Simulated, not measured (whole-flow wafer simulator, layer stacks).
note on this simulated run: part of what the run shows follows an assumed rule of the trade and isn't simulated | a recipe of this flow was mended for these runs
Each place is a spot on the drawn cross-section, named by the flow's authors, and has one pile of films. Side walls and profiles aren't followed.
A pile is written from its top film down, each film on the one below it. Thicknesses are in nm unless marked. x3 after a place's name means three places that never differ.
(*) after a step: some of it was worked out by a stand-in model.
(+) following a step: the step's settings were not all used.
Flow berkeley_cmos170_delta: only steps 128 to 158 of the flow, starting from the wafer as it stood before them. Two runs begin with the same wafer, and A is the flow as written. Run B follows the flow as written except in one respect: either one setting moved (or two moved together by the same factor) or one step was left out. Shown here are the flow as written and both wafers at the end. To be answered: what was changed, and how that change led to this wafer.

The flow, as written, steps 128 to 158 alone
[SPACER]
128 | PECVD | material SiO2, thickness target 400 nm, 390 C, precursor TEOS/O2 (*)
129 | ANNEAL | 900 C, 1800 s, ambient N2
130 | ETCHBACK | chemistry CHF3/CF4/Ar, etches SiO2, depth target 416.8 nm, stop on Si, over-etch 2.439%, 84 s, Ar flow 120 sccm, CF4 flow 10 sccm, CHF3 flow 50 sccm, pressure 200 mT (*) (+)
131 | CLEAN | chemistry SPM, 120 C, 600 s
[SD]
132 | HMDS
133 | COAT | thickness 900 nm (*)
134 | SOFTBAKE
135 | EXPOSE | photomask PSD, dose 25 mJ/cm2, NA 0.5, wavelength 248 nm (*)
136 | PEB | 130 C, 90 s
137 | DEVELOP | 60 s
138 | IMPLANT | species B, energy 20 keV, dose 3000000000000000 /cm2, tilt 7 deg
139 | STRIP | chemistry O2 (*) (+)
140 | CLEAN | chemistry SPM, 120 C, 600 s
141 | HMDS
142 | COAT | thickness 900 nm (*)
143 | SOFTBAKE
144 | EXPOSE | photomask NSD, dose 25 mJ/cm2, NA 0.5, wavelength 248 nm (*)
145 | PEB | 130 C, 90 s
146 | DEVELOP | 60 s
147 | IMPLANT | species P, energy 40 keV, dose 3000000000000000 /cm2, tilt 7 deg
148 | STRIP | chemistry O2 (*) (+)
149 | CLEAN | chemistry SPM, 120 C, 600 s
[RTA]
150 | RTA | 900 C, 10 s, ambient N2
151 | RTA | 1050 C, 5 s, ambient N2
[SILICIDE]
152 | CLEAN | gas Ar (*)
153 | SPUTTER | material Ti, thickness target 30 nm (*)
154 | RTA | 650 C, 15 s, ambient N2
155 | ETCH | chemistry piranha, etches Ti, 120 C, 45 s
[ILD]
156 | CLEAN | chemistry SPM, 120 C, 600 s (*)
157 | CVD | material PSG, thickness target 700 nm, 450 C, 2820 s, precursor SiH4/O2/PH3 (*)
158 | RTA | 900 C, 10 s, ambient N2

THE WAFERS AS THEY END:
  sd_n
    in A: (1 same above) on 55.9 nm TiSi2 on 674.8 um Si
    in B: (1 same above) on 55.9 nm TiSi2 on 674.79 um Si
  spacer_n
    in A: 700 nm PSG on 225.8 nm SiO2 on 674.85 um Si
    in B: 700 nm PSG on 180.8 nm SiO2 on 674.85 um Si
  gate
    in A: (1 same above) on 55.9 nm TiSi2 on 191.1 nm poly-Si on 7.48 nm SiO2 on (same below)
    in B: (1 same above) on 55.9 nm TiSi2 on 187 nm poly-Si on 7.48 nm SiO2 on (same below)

Cause: step 128, PECVD: thickness target 355 nm was run, while the flow as written has thickness target 400 nm.

Step by step, how the change led to this:
  128 | PECVD | material SiO2, thickness target 400 nm, 390 C, precursor TEOS/O2 (*)
      field, sd_n, contact, m1: A SiO2 gains 400 | B SiO2 gains 355
      spacer_n, sd_p, spacer_p: A SiO2 gains 383.7 | B SiO2 gains 340.8
      (as well as at 2 more places)
  130 | ETCHBACK | chemistry CHF3/CF4/Ar, etches SiO2, depth target 416.8 nm, stop on Si, over-etch 2.439%, 84 s, Ar flow 120 sccm, CF4 flow 10 sccm, CHF3 flow 50 sccm, pressure 200 mT (*) (+)
      sd_n: A SiO2 loses 406 (all of it), Si loses 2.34 | B SiO2 loses 361 (all of it), Si loses 6.43
      gate: A SiO2 loses 400 (all of it), chemical SiO2 loses 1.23 (all of it), poly-Si loses 2.34 | B SiO2 loses 355 (all of it), chemical SiO2 loses 1.23 (all of it), poly-Si loses 6.43
      (as well as at 4 more places)
  133 | COAT | thickness 900 nm (*)
      sd_n: A KrF-resist gains 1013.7 (new film) | B KrF-resist gains 989.4 (new film)
      spacer_n: A KrF-resist gains 801.4 (new film) | B KrF-resist gains 820.6 (new film)
      (as well as at 5 more places)
  137 | DEVELOP | 60 s
      sd_p: A KrF-resist loses 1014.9 (all of it) | B KrF-resist loses 994.2 (all of it)
      spacer_p: A KrF-resist loses 792.3 (all of it) | B KrF-resist loses 813.8 (all of it)
      (as well as at 1 more place)
  139 | STRIP | chemistry O2 (*) (+)
      sd_n: A KrF-resist loses 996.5 (all of it), chemical SiO2 gains 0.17, Si loses 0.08 | B KrF-resist loses 972.2 (all of it), chemical SiO2 gains 0.17, Si loses 0.07
      spacer_n: A KrF-resist loses 784.8 (all of it) | B KrF-resist loses 803.9 (all of it)
      (as well as at 2 more places)
  142 | COAT | thickness 900 nm (*)
      sd_n: A KrF-resist gains 1013.7 (new film) | B KrF-resist gains 989.4 (new film)
      spacer_n: A KrF-resist gains 801.5 (new film) | B KrF-resist gains 820.7 (new film)
      (as well as at 5 more places)
  146 | DEVELOP | 60 s
      sd_n: A KrF-resist loses 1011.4 (all of it) | B KrF-resist loses 987.1 (all of it)
      spacer_n: A KrF-resist loses 799.8 (all of it) | B KrF-resist loses 818.9 (all of it)
      (as well as at 2 more places)
  148 | STRIP | chemistry O2 (*) (+)
      sd_p: A KrF-resist loses 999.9 (all of it), chemical SiO2 gains 0.07 | B KrF-resist loses 979.1 (all of it), chemical SiO2 gains 0.07
      spacer_p: A KrF-resist loses 777.5 (all of it) | B KrF-resist loses 798.9 (all of it)
      (as well as at 1 more place)
  153 | SPUTTER | material Ti, thickness target 30 nm (*)
      sd_p: A Ti gains 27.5 (new film) | B Ti gains 28.2 (new film)
  154 | RTA | 650 C, 15 s, ambient N2
      sd_p: A Ti loses 21.5, TiSi first gains 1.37 (new film), TiSi2 C49 gains 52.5 (new film), Si loses 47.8 | B Ti loses 22, TiSi first gains 2.59 (new film), TiSi2 C49 gains 52 (new film), Si loses 48.1
  158 | RTA | 900 C, 10 s, ambient N2
      sd_p: A under 1 film: TiSi2 gains 51.3 (new film), TiSi first loses 1.27 (all of it), TiSi2 C49 loses 52.5 (all of it), Si loses 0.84 | B under 1 film: TiSi2 gains 52.4 (new film), TiSi first loses 2.49 (all of it), TiSi2 C49 loses 52 (all of it), Si loses 1.65
